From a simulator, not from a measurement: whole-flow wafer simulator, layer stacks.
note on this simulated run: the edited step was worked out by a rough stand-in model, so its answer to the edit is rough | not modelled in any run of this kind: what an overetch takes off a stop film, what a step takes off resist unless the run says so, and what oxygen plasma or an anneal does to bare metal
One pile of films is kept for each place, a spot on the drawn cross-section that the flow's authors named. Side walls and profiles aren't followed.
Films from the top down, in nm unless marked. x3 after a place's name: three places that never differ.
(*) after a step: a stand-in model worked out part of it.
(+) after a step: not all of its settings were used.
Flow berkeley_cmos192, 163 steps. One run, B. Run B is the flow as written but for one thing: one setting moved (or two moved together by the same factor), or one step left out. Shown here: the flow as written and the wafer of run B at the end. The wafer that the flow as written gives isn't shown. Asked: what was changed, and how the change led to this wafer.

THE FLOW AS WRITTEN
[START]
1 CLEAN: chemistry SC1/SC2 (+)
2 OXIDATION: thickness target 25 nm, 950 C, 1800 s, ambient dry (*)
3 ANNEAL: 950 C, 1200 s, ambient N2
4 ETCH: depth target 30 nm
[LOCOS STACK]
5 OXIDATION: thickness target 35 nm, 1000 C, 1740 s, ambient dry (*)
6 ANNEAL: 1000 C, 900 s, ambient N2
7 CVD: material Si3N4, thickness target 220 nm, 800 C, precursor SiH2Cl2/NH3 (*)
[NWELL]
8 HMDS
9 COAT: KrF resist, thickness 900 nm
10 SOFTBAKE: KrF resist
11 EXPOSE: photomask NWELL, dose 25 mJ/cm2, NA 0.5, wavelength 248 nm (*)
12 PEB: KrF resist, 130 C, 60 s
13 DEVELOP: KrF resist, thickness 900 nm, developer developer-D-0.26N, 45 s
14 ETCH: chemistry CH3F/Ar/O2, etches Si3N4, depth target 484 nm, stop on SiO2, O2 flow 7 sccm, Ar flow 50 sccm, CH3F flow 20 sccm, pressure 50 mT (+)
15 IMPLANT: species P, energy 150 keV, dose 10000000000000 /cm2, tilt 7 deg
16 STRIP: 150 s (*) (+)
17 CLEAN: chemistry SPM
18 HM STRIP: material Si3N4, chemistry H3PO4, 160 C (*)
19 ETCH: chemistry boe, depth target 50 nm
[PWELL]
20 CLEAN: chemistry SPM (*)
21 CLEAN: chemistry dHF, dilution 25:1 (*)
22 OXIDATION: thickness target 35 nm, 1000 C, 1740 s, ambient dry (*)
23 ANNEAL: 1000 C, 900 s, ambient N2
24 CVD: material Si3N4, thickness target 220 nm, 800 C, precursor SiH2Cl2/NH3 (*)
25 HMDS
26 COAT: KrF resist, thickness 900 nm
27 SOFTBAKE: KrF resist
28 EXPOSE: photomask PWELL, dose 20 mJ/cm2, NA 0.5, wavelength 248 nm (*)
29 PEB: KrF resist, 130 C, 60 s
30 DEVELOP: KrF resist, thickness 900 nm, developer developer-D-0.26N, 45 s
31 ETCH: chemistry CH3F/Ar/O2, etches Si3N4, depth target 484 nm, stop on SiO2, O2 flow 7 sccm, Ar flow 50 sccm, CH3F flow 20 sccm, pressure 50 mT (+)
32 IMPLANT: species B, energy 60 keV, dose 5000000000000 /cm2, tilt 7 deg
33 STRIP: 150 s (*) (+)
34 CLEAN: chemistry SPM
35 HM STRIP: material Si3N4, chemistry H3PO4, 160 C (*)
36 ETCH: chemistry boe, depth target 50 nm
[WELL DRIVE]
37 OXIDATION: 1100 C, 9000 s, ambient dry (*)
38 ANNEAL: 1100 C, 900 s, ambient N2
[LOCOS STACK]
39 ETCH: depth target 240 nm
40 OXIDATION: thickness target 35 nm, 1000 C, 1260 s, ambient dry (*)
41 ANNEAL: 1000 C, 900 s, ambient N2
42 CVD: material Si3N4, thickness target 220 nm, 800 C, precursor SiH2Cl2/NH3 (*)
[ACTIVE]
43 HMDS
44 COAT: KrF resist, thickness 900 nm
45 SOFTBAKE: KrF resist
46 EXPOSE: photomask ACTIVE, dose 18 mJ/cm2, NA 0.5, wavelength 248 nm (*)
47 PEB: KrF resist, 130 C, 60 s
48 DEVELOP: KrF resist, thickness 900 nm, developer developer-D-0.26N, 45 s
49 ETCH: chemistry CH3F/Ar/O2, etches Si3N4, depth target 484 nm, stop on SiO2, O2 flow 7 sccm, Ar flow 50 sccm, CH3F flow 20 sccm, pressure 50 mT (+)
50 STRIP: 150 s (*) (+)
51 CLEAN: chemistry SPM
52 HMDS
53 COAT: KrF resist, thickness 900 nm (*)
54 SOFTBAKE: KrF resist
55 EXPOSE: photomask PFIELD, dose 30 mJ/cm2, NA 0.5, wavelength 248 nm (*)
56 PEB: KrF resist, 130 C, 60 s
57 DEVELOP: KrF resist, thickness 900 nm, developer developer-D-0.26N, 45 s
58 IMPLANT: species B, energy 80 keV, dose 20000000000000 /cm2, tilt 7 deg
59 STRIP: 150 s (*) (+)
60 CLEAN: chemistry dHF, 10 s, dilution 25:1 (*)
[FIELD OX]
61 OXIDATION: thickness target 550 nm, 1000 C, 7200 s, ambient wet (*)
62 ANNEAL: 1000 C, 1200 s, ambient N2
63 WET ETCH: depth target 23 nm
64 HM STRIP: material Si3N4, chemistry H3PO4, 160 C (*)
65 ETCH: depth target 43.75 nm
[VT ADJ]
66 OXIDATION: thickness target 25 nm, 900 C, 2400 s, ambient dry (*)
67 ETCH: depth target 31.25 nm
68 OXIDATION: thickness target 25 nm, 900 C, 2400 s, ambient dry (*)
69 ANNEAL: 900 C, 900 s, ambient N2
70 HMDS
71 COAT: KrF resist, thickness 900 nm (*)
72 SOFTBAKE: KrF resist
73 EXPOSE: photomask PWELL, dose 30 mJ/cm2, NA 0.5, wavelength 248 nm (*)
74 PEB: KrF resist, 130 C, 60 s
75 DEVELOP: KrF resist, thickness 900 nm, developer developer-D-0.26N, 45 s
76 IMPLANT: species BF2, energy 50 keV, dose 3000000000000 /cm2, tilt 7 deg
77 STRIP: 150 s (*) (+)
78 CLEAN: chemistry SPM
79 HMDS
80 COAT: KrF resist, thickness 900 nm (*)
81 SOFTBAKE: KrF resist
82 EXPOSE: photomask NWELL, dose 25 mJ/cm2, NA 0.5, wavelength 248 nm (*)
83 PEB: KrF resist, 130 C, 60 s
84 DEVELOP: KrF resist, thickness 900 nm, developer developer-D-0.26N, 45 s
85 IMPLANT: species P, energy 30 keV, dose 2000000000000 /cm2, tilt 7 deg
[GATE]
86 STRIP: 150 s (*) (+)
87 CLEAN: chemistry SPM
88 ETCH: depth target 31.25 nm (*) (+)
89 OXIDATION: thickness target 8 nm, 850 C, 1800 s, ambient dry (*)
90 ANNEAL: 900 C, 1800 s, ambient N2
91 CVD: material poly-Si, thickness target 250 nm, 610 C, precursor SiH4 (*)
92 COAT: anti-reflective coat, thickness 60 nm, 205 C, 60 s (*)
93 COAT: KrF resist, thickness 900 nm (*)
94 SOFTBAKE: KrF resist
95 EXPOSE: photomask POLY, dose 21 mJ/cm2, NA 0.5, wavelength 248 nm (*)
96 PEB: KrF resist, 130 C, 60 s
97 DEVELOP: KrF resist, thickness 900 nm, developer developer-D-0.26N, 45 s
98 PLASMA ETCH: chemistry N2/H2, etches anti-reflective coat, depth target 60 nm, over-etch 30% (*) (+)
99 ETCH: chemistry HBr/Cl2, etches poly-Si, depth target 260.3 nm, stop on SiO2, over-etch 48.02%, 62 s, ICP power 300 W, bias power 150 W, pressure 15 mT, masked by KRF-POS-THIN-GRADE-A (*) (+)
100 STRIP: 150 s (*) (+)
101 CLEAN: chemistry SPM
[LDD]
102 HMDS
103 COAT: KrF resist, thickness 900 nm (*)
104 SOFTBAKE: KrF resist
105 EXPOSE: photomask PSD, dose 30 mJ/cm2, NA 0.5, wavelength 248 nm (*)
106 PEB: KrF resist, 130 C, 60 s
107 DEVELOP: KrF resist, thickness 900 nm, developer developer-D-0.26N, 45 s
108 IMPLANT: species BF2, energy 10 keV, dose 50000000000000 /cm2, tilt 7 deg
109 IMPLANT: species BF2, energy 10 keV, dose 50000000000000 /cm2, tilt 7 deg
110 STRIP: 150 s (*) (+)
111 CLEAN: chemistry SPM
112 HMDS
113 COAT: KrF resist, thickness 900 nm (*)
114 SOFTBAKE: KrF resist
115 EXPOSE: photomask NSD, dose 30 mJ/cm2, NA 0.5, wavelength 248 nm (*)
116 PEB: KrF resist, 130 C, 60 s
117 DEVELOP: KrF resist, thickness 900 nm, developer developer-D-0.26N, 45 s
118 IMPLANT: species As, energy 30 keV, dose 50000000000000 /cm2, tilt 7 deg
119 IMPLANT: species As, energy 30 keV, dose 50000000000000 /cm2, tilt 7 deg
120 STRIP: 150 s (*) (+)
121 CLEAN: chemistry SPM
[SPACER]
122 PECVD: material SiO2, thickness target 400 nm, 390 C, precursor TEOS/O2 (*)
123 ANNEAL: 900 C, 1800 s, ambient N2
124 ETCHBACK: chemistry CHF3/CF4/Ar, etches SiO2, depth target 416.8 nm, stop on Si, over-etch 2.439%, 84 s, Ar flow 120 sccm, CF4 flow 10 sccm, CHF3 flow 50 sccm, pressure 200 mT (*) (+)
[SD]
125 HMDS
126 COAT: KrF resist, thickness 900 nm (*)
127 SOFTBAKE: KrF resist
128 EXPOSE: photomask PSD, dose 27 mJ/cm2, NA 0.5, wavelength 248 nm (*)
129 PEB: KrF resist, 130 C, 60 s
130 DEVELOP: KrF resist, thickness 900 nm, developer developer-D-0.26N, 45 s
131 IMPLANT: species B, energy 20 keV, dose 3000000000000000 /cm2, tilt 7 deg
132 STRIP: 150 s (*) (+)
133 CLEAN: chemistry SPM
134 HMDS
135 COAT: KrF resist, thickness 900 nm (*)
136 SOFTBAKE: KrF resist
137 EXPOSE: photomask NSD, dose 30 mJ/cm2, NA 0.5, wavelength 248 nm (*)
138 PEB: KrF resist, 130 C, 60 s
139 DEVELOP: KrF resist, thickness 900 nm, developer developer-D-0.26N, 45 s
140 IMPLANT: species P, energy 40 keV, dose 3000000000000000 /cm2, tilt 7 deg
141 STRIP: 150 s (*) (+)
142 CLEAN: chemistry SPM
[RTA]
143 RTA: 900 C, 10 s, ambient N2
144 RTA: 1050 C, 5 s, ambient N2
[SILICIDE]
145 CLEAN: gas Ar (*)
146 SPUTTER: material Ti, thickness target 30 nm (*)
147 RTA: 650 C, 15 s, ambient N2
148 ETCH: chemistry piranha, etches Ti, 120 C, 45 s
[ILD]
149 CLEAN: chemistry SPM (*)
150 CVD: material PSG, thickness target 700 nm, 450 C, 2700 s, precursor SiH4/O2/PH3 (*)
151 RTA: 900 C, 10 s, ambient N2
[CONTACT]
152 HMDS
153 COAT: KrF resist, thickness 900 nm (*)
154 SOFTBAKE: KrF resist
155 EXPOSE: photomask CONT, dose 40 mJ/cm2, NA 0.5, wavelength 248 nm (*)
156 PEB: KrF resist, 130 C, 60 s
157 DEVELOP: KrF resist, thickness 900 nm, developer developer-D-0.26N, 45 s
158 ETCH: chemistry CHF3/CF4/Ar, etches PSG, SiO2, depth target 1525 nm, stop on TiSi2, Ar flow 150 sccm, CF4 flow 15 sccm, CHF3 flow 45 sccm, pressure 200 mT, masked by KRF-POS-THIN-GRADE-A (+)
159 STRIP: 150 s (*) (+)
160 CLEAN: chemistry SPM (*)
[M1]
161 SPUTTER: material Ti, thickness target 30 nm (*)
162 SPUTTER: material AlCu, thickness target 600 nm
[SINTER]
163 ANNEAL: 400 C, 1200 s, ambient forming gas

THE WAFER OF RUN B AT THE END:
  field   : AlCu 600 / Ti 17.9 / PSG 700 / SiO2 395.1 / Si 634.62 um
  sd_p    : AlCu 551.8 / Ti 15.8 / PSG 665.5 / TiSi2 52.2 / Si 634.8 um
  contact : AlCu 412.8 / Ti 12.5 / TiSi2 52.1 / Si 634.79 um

The cause: step 161, SPUTTER: thickness target 17.85 nm was run, where the flow has thickness target 30 nm.
It can be read off the wafer: field has Ti 17.9, and step 161 as written asks for 30 nm.

How the change led to this, step by step:
  161 SPUTTER: material Ti, thickness target 30 nm (*)
      field, sd_n, spacer_n, gate, spacer_p, gate_p, m1: Ti +17.9 (new film) (as written it would be: Ti +30 (new film))
      sd_p: Ti +15.8 (new film) (as written it would be: Ti +26.6 (new film))
      (and at 1 more place)
